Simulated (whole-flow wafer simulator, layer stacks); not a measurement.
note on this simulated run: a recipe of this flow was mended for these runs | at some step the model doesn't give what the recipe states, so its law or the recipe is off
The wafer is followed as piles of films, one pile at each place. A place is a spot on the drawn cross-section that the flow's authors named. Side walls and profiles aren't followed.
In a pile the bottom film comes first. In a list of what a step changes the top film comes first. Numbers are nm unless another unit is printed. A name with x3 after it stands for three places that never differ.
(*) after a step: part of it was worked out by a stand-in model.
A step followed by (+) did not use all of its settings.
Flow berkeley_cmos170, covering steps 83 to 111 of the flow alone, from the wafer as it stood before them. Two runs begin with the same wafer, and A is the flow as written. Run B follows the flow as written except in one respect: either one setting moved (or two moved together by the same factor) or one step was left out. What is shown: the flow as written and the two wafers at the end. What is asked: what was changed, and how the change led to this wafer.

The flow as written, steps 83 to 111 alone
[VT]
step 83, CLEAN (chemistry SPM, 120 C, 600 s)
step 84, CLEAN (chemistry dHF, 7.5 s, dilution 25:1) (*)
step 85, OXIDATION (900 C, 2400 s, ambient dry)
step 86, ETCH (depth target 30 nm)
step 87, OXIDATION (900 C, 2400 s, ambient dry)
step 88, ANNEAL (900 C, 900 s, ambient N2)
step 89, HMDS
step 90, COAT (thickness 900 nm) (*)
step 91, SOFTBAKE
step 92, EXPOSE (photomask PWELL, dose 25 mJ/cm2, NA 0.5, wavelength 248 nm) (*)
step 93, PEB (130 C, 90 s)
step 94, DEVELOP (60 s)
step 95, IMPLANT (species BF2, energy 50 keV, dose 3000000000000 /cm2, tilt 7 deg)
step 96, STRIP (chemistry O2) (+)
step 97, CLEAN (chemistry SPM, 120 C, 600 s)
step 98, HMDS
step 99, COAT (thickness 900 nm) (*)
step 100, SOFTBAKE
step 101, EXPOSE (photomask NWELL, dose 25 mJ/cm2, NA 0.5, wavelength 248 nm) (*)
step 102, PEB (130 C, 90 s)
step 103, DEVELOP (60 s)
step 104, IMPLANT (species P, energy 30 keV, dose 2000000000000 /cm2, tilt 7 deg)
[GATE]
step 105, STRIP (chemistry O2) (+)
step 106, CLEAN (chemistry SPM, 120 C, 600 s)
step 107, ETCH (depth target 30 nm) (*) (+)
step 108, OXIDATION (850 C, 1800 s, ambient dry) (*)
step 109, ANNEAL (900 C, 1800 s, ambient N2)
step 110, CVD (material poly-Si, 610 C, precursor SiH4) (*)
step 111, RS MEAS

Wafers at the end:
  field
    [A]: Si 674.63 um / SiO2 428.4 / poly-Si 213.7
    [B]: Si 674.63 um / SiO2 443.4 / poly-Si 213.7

What caused this: step 107, ETCH: depth target 15 nm was run, though the flow has depth target 30 nm.

How this came from the change, step by step:
  step 107, ETCH (depth target 30 nm) (*) (+)
      field: A SiO2 loses 30 | B SiO2 loses 15
